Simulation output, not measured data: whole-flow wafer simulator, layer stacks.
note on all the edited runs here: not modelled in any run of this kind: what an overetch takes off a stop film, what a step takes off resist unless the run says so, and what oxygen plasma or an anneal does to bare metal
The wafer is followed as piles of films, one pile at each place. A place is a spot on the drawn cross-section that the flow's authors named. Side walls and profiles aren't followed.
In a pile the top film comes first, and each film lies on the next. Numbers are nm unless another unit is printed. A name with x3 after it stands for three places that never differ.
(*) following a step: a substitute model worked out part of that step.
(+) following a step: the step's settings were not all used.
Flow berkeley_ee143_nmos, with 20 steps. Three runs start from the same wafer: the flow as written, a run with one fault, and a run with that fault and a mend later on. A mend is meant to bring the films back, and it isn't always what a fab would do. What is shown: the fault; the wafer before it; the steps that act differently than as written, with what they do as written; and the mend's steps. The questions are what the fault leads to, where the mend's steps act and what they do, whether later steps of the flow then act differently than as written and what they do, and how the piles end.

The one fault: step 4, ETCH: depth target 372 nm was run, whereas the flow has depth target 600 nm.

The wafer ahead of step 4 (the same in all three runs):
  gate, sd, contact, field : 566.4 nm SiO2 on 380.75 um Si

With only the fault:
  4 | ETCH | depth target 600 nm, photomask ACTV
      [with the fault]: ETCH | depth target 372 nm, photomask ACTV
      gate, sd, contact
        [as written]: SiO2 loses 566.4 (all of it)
        [with the fault]: SiO2 loses 372
  Steps later in the flow that act otherwise than as written:
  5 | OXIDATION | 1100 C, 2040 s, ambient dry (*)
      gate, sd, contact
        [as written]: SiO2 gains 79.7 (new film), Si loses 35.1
        [with the fault]: SiO2 gains 26.3, Si loses 11.6
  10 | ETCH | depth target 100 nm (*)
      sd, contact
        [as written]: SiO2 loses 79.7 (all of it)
        [with the fault]: SiO2 loses 100
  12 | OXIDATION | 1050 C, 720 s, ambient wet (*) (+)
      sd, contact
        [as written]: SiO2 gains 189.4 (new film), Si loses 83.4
        [with the fault]: SiO2 gains 135.7, Si loses 59.7
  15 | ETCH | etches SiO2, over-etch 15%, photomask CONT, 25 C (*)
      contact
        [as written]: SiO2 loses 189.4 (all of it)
        [with the fault]: SiO2 loses 256.4 (all of it)
  By the end, the piles at gate, sd depart from the flow's by more than 2% or 0.5 nm, whichever is larger.
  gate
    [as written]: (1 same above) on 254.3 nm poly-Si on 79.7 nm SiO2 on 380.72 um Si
    [with the fault]: (1 same above) on 254.3 nm poly-Si on 220.7 nm SiO2 on 380.74 um Si
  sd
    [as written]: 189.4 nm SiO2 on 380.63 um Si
    [with the fault]: 256.4 nm SiO2 on 380.68 um Si

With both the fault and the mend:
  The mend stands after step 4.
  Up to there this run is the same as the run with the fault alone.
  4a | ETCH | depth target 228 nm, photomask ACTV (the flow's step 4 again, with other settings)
      gate, sd, contact
        SiO2 loses 194.4 (all of it)
  Every later step of the flow that is run acts as written at every place that is followed.
  The piles end the same as the flow's at every place that both follow.
